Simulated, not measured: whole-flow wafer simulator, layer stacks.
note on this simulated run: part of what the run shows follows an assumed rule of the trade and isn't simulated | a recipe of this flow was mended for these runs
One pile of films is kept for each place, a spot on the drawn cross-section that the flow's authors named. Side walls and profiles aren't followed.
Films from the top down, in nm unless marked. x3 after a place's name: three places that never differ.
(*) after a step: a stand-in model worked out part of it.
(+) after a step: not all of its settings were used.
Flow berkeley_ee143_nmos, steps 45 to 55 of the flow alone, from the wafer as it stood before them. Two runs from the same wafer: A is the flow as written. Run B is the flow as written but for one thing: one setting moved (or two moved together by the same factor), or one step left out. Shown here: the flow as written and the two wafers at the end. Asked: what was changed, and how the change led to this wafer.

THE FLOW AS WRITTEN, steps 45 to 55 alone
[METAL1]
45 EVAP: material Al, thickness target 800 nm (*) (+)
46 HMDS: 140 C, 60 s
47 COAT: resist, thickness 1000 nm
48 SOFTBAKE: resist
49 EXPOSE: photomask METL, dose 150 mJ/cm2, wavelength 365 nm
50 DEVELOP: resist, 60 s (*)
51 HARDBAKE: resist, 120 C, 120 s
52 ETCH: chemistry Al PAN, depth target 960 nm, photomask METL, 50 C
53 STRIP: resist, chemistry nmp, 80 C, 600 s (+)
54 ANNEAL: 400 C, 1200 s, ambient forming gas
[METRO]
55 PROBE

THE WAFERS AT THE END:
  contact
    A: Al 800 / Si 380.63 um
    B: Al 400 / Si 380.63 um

The cause: step 45, EVAP: thickness target 400 nm was run, where the flow has thickness target 800 nm.
It can be read off the wafer: contact has Al 400, and step 45 as written asks for 800 nm.

How the change led to this, step by step:
  45 EVAP: material Al, thickness target 800 nm (*) (+)
      gate, sd, contact, field: A Al +800 (new film) | B Al +400 (new film)
  47 COAT: resist, thickness 1000 nm
      gate: A resist +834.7 (new film) | B resist +816.4 (new film)
      field: A resist +854.5 (new film) | B resist +834 (new film)
  50 DEVELOP: resist, 60 s (*)
      gate: A resist -834.7 (all of it), Al -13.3 | B resist -816.4 (all of it), Al -13.3
      field: A resist -854.5 (all of it), Al -13.3 | B resist -834 (all of it), Al -13.3
  52 ETCH: chemistry Al PAN, depth target 960 nm, photomask METL, 50 C
      gate, sd, field: A Al -786.7 (all of it) | B Al -386.7 (all of it)
